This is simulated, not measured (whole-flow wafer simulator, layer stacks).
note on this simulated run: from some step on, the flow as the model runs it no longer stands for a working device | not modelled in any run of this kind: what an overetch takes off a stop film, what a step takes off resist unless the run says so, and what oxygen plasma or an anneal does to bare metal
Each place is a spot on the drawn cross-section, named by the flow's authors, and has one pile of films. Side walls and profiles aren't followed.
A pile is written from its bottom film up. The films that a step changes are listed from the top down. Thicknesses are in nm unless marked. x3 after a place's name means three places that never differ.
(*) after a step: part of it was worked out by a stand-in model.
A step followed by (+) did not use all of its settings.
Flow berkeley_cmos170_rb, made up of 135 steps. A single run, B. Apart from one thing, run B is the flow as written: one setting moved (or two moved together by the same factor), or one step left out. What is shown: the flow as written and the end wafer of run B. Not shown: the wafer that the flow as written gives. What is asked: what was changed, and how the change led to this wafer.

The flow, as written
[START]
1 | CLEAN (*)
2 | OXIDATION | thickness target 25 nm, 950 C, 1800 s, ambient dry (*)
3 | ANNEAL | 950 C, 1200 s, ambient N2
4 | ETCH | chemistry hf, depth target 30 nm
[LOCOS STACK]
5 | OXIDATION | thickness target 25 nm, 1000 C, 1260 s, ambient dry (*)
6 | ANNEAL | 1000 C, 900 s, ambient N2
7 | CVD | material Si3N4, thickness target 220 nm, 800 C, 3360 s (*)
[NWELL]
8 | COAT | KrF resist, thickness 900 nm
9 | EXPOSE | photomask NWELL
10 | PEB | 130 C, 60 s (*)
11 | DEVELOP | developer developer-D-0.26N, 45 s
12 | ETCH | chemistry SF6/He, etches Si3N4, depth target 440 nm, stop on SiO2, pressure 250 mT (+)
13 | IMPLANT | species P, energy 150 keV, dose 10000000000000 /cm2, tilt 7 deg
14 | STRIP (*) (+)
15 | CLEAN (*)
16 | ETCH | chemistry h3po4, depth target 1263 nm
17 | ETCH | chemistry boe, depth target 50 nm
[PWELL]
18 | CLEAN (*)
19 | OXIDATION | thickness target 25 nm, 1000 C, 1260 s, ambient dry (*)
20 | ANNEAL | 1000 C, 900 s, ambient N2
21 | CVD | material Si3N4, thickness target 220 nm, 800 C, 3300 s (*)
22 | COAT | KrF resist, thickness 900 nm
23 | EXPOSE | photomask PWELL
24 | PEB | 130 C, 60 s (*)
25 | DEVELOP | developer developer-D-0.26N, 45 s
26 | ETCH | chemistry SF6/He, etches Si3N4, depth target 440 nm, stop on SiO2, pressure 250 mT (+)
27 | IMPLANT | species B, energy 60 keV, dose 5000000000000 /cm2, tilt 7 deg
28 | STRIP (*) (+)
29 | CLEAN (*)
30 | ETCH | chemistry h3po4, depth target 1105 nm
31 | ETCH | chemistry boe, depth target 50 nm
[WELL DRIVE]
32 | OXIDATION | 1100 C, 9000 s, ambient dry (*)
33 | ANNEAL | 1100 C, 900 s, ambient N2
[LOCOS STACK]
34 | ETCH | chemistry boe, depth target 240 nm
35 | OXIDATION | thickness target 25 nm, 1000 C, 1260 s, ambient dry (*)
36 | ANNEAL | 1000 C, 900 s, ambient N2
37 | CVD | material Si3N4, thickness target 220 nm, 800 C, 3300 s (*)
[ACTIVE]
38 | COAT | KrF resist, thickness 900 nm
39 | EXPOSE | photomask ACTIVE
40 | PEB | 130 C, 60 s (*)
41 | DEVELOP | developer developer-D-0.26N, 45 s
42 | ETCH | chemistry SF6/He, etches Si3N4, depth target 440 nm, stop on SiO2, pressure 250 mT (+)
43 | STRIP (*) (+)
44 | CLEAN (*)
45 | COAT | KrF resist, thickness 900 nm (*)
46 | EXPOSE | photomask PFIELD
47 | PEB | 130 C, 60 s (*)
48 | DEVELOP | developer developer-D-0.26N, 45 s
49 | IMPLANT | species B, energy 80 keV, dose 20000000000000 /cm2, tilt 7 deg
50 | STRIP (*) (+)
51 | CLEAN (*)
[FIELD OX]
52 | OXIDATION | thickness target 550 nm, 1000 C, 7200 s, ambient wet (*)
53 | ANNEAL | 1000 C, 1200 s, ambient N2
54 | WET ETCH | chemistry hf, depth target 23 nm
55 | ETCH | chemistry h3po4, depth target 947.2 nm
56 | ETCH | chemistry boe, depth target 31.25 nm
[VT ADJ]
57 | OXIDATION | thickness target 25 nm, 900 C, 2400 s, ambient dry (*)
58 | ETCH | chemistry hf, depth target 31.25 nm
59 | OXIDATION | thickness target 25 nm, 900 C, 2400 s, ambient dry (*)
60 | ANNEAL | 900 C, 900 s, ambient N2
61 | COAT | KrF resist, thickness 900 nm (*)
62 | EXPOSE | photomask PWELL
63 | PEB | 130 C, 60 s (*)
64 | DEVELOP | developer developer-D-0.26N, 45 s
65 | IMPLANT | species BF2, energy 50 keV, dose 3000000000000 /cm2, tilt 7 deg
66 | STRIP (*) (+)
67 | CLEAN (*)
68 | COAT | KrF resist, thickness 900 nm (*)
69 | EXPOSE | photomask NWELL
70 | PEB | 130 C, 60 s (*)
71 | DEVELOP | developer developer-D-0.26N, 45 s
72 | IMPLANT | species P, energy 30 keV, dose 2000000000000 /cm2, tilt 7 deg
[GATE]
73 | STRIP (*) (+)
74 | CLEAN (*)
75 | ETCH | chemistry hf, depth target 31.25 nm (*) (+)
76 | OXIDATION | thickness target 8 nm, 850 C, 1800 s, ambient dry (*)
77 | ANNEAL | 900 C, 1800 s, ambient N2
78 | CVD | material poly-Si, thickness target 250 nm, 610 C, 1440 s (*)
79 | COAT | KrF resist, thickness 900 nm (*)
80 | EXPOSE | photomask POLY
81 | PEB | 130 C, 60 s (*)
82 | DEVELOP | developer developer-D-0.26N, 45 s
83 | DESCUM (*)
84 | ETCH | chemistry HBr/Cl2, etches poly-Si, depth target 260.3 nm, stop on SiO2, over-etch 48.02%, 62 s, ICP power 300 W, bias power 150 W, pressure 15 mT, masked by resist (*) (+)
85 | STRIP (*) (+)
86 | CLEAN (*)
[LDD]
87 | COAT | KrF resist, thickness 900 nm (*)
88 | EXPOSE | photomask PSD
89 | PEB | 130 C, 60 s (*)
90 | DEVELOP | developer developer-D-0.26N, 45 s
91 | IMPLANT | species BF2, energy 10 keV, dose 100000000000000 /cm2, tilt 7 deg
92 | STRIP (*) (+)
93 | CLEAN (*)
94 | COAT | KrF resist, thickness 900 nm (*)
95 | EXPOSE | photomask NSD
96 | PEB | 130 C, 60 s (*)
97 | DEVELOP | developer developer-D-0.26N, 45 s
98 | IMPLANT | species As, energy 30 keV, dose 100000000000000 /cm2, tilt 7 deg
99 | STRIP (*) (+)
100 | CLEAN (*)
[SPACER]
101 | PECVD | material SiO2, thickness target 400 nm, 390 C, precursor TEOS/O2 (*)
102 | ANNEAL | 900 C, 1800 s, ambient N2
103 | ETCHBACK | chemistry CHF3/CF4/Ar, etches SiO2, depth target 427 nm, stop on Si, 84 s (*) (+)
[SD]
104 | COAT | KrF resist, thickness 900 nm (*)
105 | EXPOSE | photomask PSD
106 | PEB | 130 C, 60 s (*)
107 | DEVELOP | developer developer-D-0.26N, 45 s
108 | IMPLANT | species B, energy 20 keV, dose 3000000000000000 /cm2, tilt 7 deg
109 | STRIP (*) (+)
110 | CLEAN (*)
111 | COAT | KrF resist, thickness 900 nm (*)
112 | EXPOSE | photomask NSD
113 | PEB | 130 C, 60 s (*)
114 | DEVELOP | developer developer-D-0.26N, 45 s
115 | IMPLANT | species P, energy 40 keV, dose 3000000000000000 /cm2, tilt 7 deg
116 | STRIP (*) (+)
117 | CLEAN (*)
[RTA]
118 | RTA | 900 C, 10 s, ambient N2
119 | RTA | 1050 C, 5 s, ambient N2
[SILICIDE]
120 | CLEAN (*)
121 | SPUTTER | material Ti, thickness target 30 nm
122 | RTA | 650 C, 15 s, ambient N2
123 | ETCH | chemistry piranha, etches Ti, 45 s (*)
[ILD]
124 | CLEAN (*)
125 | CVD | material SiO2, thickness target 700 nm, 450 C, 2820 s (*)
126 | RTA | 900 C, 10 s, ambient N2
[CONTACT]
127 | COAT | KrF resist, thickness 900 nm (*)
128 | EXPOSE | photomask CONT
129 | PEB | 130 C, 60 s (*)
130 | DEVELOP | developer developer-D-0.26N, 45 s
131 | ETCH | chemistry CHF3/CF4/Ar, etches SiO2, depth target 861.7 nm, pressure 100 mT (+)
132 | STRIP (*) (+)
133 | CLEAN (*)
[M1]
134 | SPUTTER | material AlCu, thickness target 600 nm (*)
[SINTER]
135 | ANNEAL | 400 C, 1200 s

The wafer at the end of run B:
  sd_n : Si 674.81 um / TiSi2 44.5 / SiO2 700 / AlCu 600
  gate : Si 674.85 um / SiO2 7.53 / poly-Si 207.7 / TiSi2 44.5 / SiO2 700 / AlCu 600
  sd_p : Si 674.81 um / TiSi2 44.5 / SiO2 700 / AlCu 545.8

Cause: step 122, RTA: 618 C was run, whereas the flow has 650 C.

Step by step, how the change led to this:
  122 | RTA | 650 C, 15 s, ambient N2
      sd_n, contact, m1: Ti loses 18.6, TiSi first gains 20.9 (new film), TiSi2 C49 gains 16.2 (new film), Si loses 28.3 (as written it would have been: Ti loses 23.4, TiSi first gains 6.2 (new film), TiSi2 C49 gains 50.3 (new film), Si loses 49)
      gate, gate_p: Ti loses 18.6, TiSi first gains 20.9 (new film), TiSi2 C49 gains 16.2 (new film), poly-Si loses 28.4 (as written it would have been: Ti loses 23.4, TiSi first gains 6.2 (new film), TiSi2 C49 gains 50.3 (new film), poly-Si loses 49.2)
      (also at 1 further place)
  123 | ETCH | chemistry piranha, etches Ti, 45 s (*)
      sd_n, gate, gate_p, contact, m1: Ti loses 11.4 (all of it) (as written it would have been: Ti loses 6.6 (all of it))
      sd_p: Ti loses 8.54 (all of it) (as written it would have been: Ti loses 5.96 (all of it))
  126 | RTA | 900 C, 10 s, ambient N2
      sd_n, contact, m1: under 1 film: TiSi2 gains 44.5 (new film), TiSi first loses 20.9 (all of it), TiSi2 C49 loses 16.2 (all of it), Si loses 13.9 (as written it would have been: under 1 film: TiSi2 gains 56 (new film), TiSi first loses 6.2 (all of it), TiSi2 C49 loses 50.3 (all of it), Si loses 4.12)
      gate, gate_p: under 1 film: TiSi2 gains 44.5 (new film), TiSi first loses 20.9 (all of it), TiSi2 C49 loses 16.2 (all of it), poly-Si loses 13.9 (as written it would have been: under 1 film: TiSi2 gains 56 (new film), TiSi first loses 6.2 (all of it), TiSi2 C49 loses 50.3 (all of it), poly-Si loses 4.13)
      (also at 1 further place)
